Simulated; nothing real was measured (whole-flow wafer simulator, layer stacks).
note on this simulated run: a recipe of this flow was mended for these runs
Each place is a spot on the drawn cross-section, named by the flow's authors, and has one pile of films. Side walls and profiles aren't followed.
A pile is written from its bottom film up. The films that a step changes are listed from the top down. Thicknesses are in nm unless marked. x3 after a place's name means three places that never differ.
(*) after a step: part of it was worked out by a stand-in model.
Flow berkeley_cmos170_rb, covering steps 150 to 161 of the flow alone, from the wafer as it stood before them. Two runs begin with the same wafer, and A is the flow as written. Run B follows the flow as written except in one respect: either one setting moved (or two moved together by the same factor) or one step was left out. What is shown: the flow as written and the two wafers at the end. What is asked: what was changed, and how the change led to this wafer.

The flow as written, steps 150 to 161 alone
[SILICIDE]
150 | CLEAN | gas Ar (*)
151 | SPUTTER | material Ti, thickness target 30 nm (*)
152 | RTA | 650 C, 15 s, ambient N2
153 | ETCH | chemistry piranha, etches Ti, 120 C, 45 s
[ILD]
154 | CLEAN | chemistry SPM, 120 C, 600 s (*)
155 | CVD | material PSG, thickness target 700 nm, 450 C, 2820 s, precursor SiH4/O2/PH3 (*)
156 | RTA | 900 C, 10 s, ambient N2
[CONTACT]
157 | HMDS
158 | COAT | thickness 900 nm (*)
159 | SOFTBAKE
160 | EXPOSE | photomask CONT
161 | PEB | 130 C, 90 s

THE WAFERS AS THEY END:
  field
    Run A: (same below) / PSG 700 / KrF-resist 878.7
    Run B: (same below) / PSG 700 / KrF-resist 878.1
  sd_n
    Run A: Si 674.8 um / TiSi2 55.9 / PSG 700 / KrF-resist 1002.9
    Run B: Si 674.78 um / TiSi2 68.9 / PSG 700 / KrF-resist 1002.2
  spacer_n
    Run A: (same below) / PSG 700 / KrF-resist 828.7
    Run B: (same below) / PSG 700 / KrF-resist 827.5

What caused this: step 151, SPUTTER: thickness target 37 nm was run, though the flow has thickness target 30 nm; step 153, ETCH: 56 s was run, where the flow has 45 s.

How this came from the change, step by step:
  151 | SPUTTER | material Ti, thickness target 30 nm (*)
      field, sd_n, spacer_n, gate, spacer_p, gate_p, contact, m1: A Ti gains 30 (new film) | B Ti gains 37 (new film)
      sd_p: A Ti gains 27.9 (new film) | B Ti gains 34.4 (new film)
  152 | RTA | 650 C, 15 s, ambient N2
      sd_n, contact, m1: A Ti loses 23.4, TiSi first gains 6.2 (new film), TiSi2 C49 gains 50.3 (new film), Si loses 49 | B Ti loses 28.9, TiSi first gains 21.1 (new film), TiSi2 C49 gains 42.1 (new film), Si loses 51.5
      gate, gate_p: A Ti loses 23.4, TiSi first gains 6.2 (new film), TiSi2 C49 gains 50.3 (new film), poly-Si loses 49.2 | B Ti loses 28.9, TiSi first gains 21.1 (new film), TiSi2 C49 gains 42.1 (new film), poly-Si loses 51.7
      (also at 1 further place)
  153 | ETCH | chemistry piranha, etches Ti, 120 C, 45 s
      sd_n, gate, gate_p, contact, m1: A Ti loses 6.6 (all of it), TiSi first loses 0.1 | B Ti loses 8.14 (all of it), TiSi first loses 0.13
      field, spacer_n, spacer_p: A Ti loses 30 (all of it) | B Ti loses 37 (all of it)
      (also at 1 further place)
  156 | RTA | 900 C, 10 s, ambient N2
      sd_n, contact, m1: A under 1 film: TiSi2 gains 55.9 (new film), TiSi first loses 6.09 (all of it), TiSi2 C49 loses 50.3 (all of it), Si loses 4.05 | B under 1 film: TiSi2 gains 68.9 (new film), TiSi first loses 20.9 (all of it), TiSi2 C49 loses 42.1 (all of it), Si loses 13.9
      gate, gate_p: A under 1 film: TiSi2 gains 55.9 (new film), TiSi first loses 6.09 (all of it), TiSi2 C49 loses 50.3 (all of it), poly-Si loses 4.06 | B under 1 film: TiSi2 gains 68.9 (new film), TiSi first loses 20.9 (all of it), TiSi2 C49 loses 42.1 (all of it), poly-Si loses 14
      (also at 1 further place)
